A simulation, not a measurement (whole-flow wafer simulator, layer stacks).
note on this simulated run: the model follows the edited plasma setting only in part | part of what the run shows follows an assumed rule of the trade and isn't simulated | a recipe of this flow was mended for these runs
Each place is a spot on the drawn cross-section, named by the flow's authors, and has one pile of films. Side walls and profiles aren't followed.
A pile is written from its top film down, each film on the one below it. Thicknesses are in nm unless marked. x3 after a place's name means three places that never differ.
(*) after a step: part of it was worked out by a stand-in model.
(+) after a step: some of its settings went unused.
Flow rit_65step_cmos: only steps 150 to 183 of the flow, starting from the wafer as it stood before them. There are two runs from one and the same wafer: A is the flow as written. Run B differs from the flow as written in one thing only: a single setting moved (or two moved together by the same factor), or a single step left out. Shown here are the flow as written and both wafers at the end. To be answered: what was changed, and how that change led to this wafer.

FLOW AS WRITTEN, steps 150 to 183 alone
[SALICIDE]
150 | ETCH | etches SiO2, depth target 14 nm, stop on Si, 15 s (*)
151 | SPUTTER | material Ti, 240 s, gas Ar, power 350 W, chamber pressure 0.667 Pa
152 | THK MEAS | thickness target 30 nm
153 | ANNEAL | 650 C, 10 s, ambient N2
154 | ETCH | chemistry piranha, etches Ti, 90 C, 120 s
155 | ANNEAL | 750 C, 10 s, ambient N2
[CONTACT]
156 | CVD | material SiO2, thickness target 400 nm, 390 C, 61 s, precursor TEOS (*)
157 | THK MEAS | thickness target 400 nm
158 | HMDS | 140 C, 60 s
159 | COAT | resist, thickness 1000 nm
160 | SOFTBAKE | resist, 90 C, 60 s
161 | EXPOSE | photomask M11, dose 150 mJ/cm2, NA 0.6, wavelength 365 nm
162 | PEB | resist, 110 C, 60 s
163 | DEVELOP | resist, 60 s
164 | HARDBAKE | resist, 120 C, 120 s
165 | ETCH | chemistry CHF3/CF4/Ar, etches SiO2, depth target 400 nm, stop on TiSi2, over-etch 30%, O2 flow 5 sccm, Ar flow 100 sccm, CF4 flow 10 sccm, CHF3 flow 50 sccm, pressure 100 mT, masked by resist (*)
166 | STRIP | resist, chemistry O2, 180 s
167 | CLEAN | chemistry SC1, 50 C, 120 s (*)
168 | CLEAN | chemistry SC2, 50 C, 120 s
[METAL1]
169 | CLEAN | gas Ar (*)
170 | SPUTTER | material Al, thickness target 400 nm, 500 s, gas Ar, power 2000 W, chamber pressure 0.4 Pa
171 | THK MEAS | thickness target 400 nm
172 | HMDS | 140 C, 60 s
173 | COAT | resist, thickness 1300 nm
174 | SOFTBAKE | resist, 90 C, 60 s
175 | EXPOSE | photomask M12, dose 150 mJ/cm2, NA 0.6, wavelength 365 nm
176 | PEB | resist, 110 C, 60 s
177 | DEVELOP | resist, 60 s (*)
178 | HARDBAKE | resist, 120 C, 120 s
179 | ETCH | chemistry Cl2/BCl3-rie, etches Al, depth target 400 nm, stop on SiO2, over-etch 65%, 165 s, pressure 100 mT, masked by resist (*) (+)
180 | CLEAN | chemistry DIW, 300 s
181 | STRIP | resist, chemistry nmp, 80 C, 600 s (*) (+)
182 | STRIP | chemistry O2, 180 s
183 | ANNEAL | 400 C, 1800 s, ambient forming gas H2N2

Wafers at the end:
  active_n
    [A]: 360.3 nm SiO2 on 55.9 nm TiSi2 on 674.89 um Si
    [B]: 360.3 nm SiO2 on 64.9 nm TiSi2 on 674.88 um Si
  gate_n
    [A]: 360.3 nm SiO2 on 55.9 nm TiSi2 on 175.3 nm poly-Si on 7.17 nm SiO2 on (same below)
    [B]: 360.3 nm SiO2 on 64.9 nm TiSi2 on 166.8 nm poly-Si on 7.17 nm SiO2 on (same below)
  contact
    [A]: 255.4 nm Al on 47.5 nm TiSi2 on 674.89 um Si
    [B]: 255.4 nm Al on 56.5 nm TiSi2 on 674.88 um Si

What caused this: step 151, SPUTTER: power 406 W was run, though the flow has power 350 W.

How this came from the change, step by step:
  151 | SPUTTER | material Ti, 240 s, gas Ar, power 350 W, chamber pressure 0.667 Pa
      field, field_pw, field_nw and 11 more: A +30 Ti (new film) | B +34.8 Ti (new film)
  153 | ANNEAL | 650 C, 10 s, ambient N2
      active_n, active_p, sd_n, sd_p, contact, m1: A -23.4 Ti, +15 TiSi first (new film), +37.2 TiSi2 C49 (new film), -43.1 Si | B -27.1 Ti, +26.5 TiSi first (new film), +29.7 TiSi2 C49 (new film), -44 Si
      gate_n, gate_p: A -23.4 Ti, +15 TiSi first (new film), +37.2 TiSi2 C49 (new film), -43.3 poly-Si | B -27.1 Ti, +26.5 TiSi first (new film), +29.7 TiSi2 C49 (new film), -44.2 poly-Si
  154 | ETCH | chemistry piranha, etches Ti, 90 C, 120 s
      active_n, active_p, gate_n, gate_p, sd_n, sd_p, contact, m1: A -6.6 Ti (all of it), -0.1 TiSi first | B -7.66 Ti (all of it), -0.1 TiSi first
      field, field_pw, field_nw, field_p, spacer, spacer_p: A -30 Ti (all of it) | B -34.8 Ti (all of it)
  155 | ANNEAL | 750 C, 10 s, ambient N2
      active_n, active_p, sd_n, sd_p, contact, m1: A +55.9 TiSi2 (new film), -14.9 TiSi first (all of it), -37.2 TiSi2 C49 (all of it), -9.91 Si | B +64.9 TiSi2 (new film), -26.4 TiSi first (all of it), -29.7 TiSi2 C49 (all of it), -17.5 Si
      gate_n, gate_p: A +55.9 TiSi2 (new film), -14.9 TiSi first (all of it), -37.2 TiSi2 C49 (all of it), -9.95 poly-Si | B +64.9 TiSi2 (new film), -26.4 TiSi first (all of it), -29.7 TiSi2 C49 (all of it), -17.6 poly-Si
